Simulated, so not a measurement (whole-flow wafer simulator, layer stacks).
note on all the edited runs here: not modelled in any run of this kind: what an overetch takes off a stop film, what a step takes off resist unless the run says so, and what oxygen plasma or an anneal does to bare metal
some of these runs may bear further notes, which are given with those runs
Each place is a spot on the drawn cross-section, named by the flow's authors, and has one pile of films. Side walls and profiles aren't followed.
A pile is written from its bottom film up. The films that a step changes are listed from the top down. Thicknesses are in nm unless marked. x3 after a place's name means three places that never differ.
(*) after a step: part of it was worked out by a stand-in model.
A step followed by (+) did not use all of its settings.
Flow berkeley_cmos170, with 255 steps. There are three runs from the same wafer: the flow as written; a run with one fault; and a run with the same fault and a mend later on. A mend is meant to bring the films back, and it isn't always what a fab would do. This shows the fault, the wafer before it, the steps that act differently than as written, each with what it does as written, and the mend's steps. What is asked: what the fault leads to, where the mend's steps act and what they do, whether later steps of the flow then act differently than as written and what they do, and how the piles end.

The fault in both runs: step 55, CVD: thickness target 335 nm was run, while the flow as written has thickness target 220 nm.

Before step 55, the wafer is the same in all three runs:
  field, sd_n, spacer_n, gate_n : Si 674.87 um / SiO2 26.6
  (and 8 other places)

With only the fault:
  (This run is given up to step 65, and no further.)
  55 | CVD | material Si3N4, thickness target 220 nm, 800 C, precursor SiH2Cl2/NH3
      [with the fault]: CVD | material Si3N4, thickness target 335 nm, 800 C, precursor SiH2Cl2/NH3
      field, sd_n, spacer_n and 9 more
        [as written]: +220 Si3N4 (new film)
        [with the fault]: +335 Si3N4 (new film)
  Later steps of the flow acting differently than as written:
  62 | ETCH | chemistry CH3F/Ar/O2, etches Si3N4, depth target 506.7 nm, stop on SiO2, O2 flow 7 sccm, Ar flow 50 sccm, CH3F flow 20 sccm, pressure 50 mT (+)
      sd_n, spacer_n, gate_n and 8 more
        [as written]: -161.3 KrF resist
        [with the fault]: -238 KrF resist
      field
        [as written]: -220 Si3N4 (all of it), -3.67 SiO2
        [with the fault]: -335 Si3N4 (all of it), -3.67 SiO2
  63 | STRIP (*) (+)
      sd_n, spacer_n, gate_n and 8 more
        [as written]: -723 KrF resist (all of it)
        [with the fault]: -646.4 KrF resist (all of it)
  Once step 65 is done, the piles at sd_n, spacer_n, gate_n and 8 more depart from the flow's by more than 2% or 0.5 nm, whichever is larger.
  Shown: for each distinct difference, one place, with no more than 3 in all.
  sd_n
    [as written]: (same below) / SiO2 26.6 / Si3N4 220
    [with the fault]: (same below) / SiO2 26.6 / Si3N4 335

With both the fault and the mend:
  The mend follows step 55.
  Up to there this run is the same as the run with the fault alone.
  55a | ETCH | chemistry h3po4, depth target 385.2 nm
      field, sd_n, spacer_n and 9 more
        -335 Si3N4 (all of it)
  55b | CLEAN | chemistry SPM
      leaves every film unchanged at each place that is followed
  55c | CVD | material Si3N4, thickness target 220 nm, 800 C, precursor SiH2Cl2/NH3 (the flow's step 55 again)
      field, sd_n, spacer_n and 9 more
        +220 Si3N4 (new film)
  Later steps of the flow that are run all act as written at every place that is followed.
  By the end, the piles equal the flow's at every place that both follow.
